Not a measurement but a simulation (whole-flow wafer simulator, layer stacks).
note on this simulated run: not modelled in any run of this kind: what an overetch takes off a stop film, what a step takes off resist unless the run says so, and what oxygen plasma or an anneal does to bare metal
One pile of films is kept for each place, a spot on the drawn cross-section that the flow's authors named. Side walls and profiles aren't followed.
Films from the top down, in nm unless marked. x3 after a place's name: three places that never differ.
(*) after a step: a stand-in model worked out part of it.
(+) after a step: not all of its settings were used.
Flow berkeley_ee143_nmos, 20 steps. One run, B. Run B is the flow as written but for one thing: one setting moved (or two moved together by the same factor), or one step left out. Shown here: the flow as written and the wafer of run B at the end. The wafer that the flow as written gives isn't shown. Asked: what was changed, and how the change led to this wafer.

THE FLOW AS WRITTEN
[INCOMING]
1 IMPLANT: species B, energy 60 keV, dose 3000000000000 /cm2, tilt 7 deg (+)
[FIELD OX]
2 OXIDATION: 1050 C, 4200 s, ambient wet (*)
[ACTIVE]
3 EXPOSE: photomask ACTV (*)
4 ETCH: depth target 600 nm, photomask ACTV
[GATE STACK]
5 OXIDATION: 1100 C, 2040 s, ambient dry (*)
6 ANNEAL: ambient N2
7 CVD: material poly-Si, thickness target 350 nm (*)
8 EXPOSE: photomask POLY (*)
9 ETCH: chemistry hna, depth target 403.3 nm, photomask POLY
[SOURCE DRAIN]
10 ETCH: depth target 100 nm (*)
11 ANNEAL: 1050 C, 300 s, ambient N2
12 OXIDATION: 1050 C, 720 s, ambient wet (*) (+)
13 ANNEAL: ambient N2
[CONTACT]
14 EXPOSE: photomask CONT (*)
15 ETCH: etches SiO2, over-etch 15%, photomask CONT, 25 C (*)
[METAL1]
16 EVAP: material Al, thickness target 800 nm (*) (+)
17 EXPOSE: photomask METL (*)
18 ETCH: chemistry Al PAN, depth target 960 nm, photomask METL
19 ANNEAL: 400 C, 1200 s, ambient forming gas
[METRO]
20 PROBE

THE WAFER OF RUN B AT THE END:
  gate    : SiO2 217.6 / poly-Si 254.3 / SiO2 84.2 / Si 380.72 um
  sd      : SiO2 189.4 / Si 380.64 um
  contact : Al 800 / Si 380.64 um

The cause: step 4, ETCH: depth target 547 nm was run, where the flow has depth target 600 nm.

How the change led to this, step by step:
  4 ETCH: depth target 600 nm, photomask ACTV
      gate, sd, contact: SiO2 -547 (as written it would be: SiO2 -566.4 (all of it))
  5 OXIDATION: 1100 C, 2040 s, ambient dry (*)
      gate, sd, contact: SiO2 +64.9, Si -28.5 (as written it would be: SiO2 +79.7 (new film), Si -35.1)
  10 ETCH: depth target 100 nm (*)
      sd, contact: SiO2 -84.2 (all of it) (as written it would be: SiO2 -79.7 (all of it))
